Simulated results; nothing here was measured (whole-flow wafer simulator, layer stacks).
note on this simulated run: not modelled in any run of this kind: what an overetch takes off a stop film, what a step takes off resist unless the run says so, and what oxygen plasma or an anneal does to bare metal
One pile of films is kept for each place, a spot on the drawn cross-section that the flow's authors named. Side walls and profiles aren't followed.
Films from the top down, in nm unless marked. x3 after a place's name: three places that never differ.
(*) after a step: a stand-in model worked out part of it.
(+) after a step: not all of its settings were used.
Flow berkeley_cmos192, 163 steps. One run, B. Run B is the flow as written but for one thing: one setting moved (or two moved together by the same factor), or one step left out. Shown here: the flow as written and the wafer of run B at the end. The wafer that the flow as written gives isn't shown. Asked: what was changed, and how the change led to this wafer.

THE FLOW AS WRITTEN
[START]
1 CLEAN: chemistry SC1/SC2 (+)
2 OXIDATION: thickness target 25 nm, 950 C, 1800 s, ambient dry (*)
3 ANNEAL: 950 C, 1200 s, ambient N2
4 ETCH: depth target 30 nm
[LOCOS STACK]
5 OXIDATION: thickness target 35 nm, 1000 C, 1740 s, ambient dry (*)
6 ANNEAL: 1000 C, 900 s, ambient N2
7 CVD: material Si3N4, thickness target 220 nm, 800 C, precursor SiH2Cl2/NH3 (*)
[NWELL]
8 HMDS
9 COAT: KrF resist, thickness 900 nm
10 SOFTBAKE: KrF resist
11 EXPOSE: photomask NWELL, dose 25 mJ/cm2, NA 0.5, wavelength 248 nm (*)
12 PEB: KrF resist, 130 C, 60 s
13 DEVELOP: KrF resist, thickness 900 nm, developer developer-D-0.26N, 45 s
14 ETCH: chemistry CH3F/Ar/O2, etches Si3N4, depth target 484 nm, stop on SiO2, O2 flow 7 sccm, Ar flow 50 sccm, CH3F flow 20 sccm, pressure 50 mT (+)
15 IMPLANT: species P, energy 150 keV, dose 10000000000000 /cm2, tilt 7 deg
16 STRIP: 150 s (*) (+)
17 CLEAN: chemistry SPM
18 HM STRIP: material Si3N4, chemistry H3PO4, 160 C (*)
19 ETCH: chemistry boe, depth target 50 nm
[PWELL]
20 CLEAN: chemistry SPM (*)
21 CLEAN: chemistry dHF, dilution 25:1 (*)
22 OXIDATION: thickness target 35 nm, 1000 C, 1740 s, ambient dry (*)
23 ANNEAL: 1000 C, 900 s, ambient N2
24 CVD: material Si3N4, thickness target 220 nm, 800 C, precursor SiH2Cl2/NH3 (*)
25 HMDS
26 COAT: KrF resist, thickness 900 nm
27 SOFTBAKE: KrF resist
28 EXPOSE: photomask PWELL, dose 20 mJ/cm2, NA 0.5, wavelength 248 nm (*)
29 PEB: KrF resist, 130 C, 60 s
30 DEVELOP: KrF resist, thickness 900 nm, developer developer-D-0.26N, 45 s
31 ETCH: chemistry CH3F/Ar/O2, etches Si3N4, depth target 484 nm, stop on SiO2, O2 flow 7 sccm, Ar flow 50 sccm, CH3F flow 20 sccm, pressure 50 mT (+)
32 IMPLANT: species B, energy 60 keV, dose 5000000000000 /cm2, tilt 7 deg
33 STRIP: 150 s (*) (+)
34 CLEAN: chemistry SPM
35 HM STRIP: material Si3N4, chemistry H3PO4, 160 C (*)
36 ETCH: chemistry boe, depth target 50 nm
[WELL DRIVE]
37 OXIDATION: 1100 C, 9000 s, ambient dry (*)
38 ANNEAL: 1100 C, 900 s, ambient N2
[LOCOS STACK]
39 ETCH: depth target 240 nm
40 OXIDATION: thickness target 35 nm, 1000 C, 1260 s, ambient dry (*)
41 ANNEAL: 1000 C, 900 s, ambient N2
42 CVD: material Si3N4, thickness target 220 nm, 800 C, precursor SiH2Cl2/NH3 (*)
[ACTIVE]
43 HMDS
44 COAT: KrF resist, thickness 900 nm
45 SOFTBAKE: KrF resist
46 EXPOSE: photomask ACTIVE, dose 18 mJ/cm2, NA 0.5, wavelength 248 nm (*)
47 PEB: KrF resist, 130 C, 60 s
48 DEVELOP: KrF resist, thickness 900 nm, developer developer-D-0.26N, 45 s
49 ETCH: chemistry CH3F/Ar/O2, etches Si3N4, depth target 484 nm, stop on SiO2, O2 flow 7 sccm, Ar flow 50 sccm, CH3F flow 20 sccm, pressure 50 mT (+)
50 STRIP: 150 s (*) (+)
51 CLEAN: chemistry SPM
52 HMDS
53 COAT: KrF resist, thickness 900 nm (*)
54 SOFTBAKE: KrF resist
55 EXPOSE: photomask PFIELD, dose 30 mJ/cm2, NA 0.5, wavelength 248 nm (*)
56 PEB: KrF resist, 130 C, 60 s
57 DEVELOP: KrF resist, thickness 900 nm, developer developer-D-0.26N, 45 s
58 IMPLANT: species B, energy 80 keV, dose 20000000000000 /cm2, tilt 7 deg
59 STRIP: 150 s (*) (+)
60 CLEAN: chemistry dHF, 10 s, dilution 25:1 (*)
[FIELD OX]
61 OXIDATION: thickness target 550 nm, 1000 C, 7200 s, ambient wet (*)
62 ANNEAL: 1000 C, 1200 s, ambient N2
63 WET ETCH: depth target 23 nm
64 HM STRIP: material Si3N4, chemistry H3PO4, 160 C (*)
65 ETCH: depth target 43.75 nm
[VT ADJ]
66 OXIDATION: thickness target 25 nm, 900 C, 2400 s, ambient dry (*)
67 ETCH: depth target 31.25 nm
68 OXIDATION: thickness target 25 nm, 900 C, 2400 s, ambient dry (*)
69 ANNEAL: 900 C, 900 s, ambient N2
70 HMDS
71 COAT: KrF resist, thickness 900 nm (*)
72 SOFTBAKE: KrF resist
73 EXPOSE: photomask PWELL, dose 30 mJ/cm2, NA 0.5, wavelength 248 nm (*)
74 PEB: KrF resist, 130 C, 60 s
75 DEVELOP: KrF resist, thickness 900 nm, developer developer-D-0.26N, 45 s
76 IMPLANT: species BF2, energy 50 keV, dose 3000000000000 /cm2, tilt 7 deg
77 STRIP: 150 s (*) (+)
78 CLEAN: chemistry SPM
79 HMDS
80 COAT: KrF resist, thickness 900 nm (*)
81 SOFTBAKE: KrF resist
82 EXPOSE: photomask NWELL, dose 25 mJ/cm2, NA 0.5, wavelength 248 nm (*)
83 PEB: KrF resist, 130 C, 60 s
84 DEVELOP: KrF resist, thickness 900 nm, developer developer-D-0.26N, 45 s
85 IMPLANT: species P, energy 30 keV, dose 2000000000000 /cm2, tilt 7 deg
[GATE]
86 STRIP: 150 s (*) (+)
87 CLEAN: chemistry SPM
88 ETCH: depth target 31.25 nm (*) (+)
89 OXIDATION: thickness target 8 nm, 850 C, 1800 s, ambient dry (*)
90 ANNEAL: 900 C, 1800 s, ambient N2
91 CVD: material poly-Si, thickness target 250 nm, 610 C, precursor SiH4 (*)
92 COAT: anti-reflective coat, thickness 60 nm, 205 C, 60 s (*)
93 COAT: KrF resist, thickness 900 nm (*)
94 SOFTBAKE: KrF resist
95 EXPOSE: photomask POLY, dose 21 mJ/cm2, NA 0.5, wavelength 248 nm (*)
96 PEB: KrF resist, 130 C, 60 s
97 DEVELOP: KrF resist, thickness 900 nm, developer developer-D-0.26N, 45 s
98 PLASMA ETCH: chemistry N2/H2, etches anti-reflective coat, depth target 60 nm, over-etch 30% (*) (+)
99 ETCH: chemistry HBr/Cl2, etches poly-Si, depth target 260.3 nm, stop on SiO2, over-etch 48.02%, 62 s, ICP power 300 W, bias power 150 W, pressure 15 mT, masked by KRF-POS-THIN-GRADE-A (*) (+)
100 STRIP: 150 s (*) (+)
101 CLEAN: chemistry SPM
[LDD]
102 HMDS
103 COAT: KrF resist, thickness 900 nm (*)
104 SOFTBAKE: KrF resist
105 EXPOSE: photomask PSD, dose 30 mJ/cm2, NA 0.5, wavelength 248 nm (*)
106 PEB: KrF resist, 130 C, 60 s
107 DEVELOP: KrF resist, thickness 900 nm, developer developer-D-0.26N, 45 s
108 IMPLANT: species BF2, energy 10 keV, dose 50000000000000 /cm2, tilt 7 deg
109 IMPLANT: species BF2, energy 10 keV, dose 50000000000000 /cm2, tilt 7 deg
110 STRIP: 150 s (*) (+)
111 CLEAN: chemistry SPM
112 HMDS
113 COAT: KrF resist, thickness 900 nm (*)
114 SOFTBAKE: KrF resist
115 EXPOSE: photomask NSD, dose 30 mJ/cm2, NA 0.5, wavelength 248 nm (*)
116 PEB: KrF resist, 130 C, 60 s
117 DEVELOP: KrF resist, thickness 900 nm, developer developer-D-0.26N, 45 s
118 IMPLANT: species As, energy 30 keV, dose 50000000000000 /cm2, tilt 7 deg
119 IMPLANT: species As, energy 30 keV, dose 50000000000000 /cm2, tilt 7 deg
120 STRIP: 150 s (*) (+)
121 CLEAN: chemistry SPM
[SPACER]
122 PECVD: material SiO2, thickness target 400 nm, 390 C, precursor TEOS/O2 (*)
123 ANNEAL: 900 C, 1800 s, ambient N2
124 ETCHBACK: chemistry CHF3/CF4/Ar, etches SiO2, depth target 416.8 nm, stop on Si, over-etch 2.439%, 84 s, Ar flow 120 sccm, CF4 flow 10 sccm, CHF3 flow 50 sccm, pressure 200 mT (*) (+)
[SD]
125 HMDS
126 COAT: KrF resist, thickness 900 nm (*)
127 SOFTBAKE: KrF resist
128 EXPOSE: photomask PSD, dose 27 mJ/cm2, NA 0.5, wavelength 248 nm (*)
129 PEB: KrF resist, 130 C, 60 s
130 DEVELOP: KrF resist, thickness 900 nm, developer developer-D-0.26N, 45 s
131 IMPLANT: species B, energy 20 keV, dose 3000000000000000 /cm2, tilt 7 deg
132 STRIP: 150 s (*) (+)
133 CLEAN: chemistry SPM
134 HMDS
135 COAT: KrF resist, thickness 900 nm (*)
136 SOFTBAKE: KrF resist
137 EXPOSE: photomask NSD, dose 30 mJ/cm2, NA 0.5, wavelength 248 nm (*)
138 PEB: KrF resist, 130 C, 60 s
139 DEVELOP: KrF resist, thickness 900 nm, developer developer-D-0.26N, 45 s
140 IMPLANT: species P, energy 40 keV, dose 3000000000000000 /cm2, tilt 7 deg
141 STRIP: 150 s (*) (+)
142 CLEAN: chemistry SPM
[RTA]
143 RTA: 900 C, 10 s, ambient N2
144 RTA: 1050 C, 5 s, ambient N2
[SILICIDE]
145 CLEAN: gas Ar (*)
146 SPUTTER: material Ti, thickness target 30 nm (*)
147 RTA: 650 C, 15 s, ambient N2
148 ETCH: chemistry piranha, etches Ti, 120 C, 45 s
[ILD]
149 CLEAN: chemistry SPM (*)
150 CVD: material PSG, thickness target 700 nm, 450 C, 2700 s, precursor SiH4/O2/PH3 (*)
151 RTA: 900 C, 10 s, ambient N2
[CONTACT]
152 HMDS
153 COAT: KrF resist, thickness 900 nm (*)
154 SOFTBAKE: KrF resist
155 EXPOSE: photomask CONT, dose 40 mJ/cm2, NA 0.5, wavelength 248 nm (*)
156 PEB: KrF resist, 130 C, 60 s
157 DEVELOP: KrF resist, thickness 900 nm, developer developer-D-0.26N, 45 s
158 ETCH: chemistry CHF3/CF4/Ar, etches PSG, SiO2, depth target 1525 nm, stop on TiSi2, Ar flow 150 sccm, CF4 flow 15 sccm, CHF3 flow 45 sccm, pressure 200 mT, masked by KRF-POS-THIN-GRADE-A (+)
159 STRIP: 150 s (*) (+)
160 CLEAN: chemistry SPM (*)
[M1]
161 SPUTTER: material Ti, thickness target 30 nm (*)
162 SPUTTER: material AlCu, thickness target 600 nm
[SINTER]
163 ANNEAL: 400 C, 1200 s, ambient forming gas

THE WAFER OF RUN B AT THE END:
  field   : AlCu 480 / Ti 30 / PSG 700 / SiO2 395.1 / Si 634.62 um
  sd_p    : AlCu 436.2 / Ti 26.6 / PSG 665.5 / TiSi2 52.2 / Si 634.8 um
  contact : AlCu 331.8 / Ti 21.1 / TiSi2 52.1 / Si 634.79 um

The cause: step 162, SPUTTER: thickness target 480 nm was run, where the flow has thickness target 600 nm.
It can be read off the wafer: field has AlCu 480, and step 162 as written asks for 600 nm.

How the change led to this, step by step:
  162 SPUTTER: material AlCu, thickness target 600 nm
      field, sd_n, spacer_n, gate, spacer_p, gate_p, m1: AlCu +480 (new film) (as written it would be: AlCu +600 (new film))
      sd_p: AlCu +436.2 (new film) (as written it would be: AlCu +551.2 (new film))
      (and at 1 more place)
